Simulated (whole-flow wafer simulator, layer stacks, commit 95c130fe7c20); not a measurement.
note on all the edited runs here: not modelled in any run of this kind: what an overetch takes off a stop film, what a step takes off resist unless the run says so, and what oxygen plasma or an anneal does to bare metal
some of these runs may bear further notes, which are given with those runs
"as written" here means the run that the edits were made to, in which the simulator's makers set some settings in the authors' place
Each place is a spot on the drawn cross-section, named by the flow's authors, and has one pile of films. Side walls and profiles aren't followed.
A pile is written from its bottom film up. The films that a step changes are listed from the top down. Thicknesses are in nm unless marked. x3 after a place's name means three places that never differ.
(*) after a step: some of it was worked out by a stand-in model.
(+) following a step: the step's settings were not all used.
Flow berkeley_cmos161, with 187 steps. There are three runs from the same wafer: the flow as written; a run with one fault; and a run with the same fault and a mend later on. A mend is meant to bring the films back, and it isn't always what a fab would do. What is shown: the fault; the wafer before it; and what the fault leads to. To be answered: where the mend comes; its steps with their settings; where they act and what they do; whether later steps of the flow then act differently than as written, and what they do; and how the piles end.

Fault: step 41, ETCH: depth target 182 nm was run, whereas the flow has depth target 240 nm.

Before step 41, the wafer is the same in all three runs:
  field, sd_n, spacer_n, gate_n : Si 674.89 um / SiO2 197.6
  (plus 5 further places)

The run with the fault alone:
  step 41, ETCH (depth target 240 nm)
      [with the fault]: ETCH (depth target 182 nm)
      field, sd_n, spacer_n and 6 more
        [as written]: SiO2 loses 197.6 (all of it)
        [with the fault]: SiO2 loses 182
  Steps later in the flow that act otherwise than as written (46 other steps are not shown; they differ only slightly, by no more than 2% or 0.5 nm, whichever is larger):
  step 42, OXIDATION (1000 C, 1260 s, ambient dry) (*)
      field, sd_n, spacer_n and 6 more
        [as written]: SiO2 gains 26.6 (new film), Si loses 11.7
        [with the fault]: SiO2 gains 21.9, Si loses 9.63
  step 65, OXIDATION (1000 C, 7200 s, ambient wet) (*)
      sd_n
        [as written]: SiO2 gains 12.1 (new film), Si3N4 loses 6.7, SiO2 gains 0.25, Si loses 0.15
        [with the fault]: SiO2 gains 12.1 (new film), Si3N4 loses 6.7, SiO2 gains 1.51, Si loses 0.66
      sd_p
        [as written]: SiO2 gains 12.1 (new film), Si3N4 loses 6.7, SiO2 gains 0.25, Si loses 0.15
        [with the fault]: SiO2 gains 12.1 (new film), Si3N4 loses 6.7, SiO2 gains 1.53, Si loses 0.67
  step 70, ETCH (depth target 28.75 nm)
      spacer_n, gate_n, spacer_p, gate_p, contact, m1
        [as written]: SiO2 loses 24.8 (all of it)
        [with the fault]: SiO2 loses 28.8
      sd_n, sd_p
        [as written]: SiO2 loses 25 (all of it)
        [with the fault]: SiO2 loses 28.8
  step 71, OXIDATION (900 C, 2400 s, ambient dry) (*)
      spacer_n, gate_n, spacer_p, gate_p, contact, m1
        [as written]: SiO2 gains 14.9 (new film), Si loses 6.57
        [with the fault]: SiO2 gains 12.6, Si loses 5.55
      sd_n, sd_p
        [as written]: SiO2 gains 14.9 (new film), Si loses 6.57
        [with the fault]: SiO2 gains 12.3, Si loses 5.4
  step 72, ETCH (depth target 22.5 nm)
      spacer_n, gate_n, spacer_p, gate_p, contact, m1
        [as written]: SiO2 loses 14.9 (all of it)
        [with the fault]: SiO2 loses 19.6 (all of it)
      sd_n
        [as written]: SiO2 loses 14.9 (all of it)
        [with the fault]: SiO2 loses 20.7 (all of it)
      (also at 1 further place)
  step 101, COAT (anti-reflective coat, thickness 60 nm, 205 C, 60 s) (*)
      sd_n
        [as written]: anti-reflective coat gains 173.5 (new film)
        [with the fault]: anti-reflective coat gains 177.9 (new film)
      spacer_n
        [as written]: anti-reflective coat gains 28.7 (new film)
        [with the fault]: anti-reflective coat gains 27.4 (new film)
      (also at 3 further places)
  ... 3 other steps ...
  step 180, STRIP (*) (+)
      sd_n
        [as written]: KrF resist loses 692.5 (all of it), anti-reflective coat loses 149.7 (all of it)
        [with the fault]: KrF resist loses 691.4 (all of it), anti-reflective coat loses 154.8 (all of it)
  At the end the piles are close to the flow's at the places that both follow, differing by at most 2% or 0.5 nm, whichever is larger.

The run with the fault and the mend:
  The mend stands after step 41.
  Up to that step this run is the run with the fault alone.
  step 41a, ETCH (depth target 58 nm) (the flow's step 41 again, with other settings)
      field, sd_n, spacer_n and 6 more
        SiO2 loses 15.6 (all of it)
  Later steps of the flow that are run all act as written at every place that is followed.
  The piles end the same as the flow's at every place that both follow.
